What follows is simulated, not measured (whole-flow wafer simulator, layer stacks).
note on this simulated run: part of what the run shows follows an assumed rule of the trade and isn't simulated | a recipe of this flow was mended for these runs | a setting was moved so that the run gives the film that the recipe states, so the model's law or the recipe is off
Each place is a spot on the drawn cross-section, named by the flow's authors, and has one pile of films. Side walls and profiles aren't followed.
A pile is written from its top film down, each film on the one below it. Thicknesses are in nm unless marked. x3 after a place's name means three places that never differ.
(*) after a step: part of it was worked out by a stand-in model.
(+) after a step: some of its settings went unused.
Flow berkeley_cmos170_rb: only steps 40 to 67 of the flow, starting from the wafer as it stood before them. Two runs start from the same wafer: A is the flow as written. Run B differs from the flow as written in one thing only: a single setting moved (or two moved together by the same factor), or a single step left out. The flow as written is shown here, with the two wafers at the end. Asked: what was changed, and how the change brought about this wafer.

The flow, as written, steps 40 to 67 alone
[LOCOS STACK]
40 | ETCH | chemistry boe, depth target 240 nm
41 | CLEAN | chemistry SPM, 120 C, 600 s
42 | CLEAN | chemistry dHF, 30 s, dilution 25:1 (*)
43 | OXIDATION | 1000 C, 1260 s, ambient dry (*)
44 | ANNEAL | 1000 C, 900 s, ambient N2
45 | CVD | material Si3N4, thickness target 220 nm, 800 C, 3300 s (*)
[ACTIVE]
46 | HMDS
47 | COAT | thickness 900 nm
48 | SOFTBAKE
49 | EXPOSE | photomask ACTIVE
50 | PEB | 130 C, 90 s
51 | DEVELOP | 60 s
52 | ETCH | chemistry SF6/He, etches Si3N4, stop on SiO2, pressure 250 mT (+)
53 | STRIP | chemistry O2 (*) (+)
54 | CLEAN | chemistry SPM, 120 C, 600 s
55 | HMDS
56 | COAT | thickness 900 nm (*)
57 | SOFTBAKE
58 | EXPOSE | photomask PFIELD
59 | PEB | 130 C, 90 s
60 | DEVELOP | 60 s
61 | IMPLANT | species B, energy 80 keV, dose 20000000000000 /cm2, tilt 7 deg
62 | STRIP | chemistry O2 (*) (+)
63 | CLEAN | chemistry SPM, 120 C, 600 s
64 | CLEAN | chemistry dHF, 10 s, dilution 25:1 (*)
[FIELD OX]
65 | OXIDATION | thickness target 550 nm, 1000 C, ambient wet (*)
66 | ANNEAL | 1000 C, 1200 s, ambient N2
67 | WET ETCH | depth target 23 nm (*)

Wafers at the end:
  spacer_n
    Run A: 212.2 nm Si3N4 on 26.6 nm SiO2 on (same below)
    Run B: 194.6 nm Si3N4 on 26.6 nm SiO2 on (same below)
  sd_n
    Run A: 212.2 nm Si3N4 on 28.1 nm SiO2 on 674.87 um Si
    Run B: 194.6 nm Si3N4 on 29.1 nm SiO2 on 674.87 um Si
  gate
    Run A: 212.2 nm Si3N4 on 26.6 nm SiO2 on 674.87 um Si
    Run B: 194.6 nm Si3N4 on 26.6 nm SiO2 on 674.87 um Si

Cause: step 45, CVD: 3036 s was run, whereas the flow has 3300 s.

Step by step, how the change led to this:
  45 | CVD | material Si3N4, thickness target 220 nm, 800 C, 3300 s (*)
      field, sd_n, spacer_n and 6 more: A +220 Si3N4 (new film) | B +202.4 Si3N4 (new film)
  52 | ETCH | chemistry SF6/He, etches Si3N4, stop on SiO2, pressure 250 mT (+)
      sd_n, spacer_n, gate, sd_p, spacer_p, gate_p, contact, m1: A -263 KrF-resist | B -243.9 KrF-resist
      field: A -220 Si3N4 (all of it), -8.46 SiO2 | B -202.4 Si3N4 (all of it), -8.46 SiO2
  53 | STRIP | chemistry O2 (*) (+)
      sd_n, spacer_n, gate, sd_p, spacer_p, gate_p, contact, m1: A -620 KrF-resist (all of it) | B -639.1 KrF-resist (all of it)
  65 | OXIDATION | thickness target 550 nm, 1000 C, ambient wet (*)
      gate: A +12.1 SiO2 (new film), -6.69 Si3N4, +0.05 SiO2, -0.05 Si | B +12.1 SiO2 (new film), -6.69 Si3N4
      sd_n: A +12.1 SiO2 (new film), -6.69 Si3N4, +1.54 SiO2, -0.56 Si | B +12.1 SiO2 (new film), -6.69 Si3N4, +2.58 SiO2, -1.02 Si
